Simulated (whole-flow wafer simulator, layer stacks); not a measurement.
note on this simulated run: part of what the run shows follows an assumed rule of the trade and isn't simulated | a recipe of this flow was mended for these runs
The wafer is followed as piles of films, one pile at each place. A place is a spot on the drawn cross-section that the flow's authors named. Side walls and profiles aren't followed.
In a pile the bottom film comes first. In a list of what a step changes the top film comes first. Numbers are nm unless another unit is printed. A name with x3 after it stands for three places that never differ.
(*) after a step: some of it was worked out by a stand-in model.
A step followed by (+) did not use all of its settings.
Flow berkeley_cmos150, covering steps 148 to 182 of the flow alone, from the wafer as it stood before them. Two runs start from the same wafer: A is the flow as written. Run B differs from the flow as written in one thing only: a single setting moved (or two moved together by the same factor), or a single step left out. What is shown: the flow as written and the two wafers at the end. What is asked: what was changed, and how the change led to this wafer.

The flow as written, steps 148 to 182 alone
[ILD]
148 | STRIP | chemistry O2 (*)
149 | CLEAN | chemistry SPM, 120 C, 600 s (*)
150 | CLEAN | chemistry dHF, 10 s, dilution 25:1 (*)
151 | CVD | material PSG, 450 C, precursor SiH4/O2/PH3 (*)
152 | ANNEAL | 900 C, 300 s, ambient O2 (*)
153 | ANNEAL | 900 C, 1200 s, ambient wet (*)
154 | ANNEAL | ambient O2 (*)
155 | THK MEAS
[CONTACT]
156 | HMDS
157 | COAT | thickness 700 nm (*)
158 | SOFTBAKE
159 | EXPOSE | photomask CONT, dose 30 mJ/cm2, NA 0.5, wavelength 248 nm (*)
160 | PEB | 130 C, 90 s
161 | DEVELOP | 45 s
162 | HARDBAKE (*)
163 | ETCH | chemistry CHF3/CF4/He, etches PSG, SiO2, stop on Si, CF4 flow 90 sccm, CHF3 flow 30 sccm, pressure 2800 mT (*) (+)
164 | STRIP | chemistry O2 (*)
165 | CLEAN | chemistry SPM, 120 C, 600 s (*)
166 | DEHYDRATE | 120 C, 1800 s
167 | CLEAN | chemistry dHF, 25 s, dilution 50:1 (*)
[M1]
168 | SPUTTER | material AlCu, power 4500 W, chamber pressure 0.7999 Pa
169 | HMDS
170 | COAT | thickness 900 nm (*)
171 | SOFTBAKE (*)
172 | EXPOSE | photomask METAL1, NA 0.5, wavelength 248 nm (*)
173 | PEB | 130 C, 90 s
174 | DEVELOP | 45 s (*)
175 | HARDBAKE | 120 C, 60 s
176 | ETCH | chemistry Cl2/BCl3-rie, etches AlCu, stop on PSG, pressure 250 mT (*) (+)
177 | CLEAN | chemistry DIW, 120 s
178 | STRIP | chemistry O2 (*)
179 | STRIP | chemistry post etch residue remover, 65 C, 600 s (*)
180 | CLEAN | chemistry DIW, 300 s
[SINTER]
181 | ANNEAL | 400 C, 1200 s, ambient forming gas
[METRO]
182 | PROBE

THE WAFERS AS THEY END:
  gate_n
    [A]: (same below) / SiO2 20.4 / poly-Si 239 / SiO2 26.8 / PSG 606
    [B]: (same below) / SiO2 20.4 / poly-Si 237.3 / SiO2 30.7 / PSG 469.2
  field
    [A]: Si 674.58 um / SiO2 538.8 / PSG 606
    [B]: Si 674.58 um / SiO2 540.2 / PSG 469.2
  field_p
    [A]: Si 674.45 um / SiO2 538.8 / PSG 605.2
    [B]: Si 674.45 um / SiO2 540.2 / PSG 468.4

What caused this: step 151, CVD: 417 C was run, though the flow has 450 C.

The path from the change to this, step by step:
  151 | CVD | material PSG, 450 C, precursor SiH4/O2/PH3 (*)
      field, field_p, sd_n, gate_n, gate_p, contact, m1: A PSG gains 700 (new film) | B PSG gains 556 (new film)
      sd_p: A PSG gains 639.5 (new film) | B PSG gains 511.3 (new film)
  153 | ANNEAL | 900 C, 1200 s, ambient wet (*)
      sd_n, contact, m1: A PSG loses 35, SiO2 gains 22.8, Si loses 10 | B PSG loses 27.8, SiO2 gains 25.5, Si loses 11.2
      field, field_p: A PSG loses 35, SiO2 gains 16.3, Si loses 7.15 | B PSG loses 27.8, SiO2 gains 17.6, Si loses 7.75
      (as well as at 3 more places)
  157 | COAT | thickness 700 nm (*)
      sd_p: A KrF-resist gains 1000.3 (new film) | B KrF-resist gains 976.9 (new film)
  163 | ETCH | chemistry CHF3/CF4/He, etches PSG, SiO2, stop on Si, CF4 flow 90 sccm, CHF3 flow 30 sccm, pressure 2800 mT (*) (+)
      field, field_p, sd_n, gate_n, sd_p, gate_p, m1: A KrF-resist loses 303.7 | B KrF-resist loses 255.8
      contact: A PSG loses 665 (all of it), SiO2 loses 38.1 (all of it), Si loses 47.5 | B PSG loses 528.2 (all of it), SiO2 loses 40.8 (all of it), Si loses 47.5
  164 | STRIP | chemistry O2 (*)
      field: A KrF-resist loses 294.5 (all of it) | B KrF-resist loses 341.1 (all of it)
      field_p: A KrF-resist loses 397.1 (all of it) | B KrF-resist loses 441.6 (all of it)
      (as well as at 5 more places)
  168 | SPUTTER | material AlCu, power 4500 W, chamber pressure 0.7999 Pa
      contact: A AlCu gains 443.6 (new film) | B AlCu gains 476.9 (new film)
  170 | COAT | thickness 900 nm (*)
      contact: A thick-KrF-resist gains 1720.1 (new film) | B thick-KrF-resist gains 1593.7 (new film)
  175 | HARDBAKE | 120 C, 60 s
      contact: A thick-KrF-resist loses 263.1 | B thick-KrF-resist loses 243.7
  176 | ETCH | chemistry Cl2/BCl3-rie, etches AlCu, stop on PSG, pressure 250 mT (*) (+)
      sd_p: A AlCu loses 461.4 (all of it), PSG loses 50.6 | B AlCu loses 469.8 (all of it), PSG loses 49.5
  178 | STRIP | chemistry O2 (*)
      contact: A thick-KrF-resist loses 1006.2 (all of it) | B thick-KrF-resist loses 899.4 (all of it)
      m1: A thick-KrF-resist loses 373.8 (all of it) | B thick-KrF-resist loses 386 (all of it)
